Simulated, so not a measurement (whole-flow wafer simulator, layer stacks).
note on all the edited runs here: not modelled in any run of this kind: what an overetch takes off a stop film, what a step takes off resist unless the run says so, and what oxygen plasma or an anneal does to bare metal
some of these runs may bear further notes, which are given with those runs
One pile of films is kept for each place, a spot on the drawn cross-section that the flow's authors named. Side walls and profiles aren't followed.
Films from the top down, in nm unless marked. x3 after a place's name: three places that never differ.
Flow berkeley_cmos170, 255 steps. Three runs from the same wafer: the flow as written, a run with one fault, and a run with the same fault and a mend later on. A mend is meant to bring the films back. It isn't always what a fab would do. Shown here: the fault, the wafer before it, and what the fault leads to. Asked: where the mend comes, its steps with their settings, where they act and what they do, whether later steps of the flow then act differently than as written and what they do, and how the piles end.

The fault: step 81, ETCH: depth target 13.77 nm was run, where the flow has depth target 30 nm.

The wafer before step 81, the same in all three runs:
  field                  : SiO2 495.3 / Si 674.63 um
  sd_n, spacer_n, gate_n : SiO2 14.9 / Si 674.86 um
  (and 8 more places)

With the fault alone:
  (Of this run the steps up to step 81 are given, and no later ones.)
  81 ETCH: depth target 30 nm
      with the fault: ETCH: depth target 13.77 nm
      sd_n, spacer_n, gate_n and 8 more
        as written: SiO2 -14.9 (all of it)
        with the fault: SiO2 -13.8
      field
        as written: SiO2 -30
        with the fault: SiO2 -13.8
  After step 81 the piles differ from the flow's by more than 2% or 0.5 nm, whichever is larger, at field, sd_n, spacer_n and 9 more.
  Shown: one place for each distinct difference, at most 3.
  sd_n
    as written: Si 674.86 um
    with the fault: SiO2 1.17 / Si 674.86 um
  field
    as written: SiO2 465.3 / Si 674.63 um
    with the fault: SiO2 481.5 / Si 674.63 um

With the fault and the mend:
  The mend comes after step 81.
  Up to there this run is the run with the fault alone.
  81a ETCH: depth target 16.23 nm (the flow's step 81 once more, with other settings)
      sd_n, spacer_n, gate_n and 8 more
        SiO2 -1.17 (all of it)
      field
        SiO2 -16.2
  No later step of the flow acts differently than as written at any place that is followed.
  At the end the piles are the same as the flow's at every place that both follow.
